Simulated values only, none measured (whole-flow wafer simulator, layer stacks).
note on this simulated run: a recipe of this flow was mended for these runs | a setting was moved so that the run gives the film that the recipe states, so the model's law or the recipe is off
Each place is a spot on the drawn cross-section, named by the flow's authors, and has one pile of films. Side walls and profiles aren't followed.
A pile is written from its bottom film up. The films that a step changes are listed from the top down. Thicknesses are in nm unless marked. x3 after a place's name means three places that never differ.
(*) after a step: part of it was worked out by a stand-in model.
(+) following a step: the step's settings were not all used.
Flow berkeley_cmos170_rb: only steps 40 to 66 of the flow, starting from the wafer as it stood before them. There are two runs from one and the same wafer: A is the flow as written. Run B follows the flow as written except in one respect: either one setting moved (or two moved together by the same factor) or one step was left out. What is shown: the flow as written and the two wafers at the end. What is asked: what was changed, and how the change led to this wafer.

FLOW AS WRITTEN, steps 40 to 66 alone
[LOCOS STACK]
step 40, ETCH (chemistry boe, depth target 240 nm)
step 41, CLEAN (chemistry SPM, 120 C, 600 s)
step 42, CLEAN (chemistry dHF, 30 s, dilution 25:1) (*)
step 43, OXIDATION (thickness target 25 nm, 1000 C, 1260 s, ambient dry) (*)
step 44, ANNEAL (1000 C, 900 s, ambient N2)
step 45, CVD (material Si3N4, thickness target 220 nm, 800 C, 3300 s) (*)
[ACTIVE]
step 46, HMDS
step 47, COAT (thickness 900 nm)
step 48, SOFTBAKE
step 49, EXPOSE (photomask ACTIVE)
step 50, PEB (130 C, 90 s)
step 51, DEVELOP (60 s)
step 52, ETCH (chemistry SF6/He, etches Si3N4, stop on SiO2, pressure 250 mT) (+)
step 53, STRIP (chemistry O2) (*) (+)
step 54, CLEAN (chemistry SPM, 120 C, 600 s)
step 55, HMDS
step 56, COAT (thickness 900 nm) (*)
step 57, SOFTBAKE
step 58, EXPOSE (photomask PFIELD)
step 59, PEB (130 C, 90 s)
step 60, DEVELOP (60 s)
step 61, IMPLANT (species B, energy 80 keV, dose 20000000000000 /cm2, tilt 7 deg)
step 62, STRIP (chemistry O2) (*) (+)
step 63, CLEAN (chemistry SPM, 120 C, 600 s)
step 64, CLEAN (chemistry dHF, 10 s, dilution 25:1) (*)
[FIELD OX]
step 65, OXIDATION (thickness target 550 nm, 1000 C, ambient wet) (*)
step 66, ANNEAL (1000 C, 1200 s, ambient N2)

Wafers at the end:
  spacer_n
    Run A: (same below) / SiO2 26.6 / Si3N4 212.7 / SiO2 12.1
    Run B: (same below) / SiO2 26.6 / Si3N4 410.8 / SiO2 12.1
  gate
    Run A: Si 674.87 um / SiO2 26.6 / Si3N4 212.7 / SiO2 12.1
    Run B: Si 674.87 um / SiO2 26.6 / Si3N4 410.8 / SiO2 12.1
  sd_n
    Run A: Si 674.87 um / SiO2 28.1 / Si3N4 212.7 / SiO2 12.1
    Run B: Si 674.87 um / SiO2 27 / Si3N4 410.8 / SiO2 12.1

The reason: step 45, CVD: thickness target 418 nm was run, while the flow as written has thickness target 220 nm; step 45, CVD: 6270 s was run, where the flow has 3300 s.

How this came from the change, step by step:
  step 45, CVD (material Si3N4, thickness target 220 nm, 800 C, 3300 s) (*)
      field, sd_n, spacer_n and 6 more: A Si3N4 gains 220 (new film) | B Si3N4 gains 418 (new film)
  step 52, ETCH (chemistry SF6/He, etches Si3N4, stop on SiO2, pressure 250 mT) (+)
      sd_n, spacer_n, gate, sd_p, spacer_p, gate_p, contact, m1: A KrF-resist loses 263 | B KrF-resist loses 478.3
      field: A Si3N4 loses 220 (all of it), SiO2 loses 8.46 | B Si3N4 loses 418 (all of it), SiO2 loses 8.46
  step 53, STRIP (chemistry O2) (*) (+)
      sd_n, spacer_n, gate, sd_p, spacer_p, gate_p, contact, m1: A KrF-resist loses 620 (all of it) | B KrF-resist loses 404.8 (all of it)
  step 56, COAT (thickness 900 nm) (*)
      field: A KrF-resist gains 962.5 (new film) | B KrF-resist gains 1019.6 (new film)
      sd_n: A KrF-resist gains 782.7 (new film) | B KrF-resist gains 683.4 (new film)
      (also at 7 further places)
  step 60, DEVELOP (60 s)
      field: A KrF-resist loses 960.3 (all of it) | B KrF-resist loses 1017.3 (all of it)
  step 62, STRIP (chemistry O2) (*) (+)
      sd_n: A KrF-resist loses 766.1 (all of it) | B KrF-resist loses 667 (all of it)
      spacer_n: A KrF-resist loses 799.5 (all of it) | B KrF-resist loses 733.2 (all of it)
      (also at 6 further places)
  step 65, OXIDATION (thickness target 550 nm, 1000 C, ambient wet) (*)
      gate: A SiO2 gains 12.1 (new film), Si3N4 loses 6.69, SiO2 gains 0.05, Si loses 0.05 | B SiO2 gains 12.1 (new film), Si3N4 loses 6.69
      sd_p: A SiO2 gains 12.1 (new film), Si3N4 loses 6.69, SiO2 gains 0.06, Si loses 0.06 | B SiO2 gains 12.1 (new film), Si3N4 loses 6.69
      (also at 1 further place)
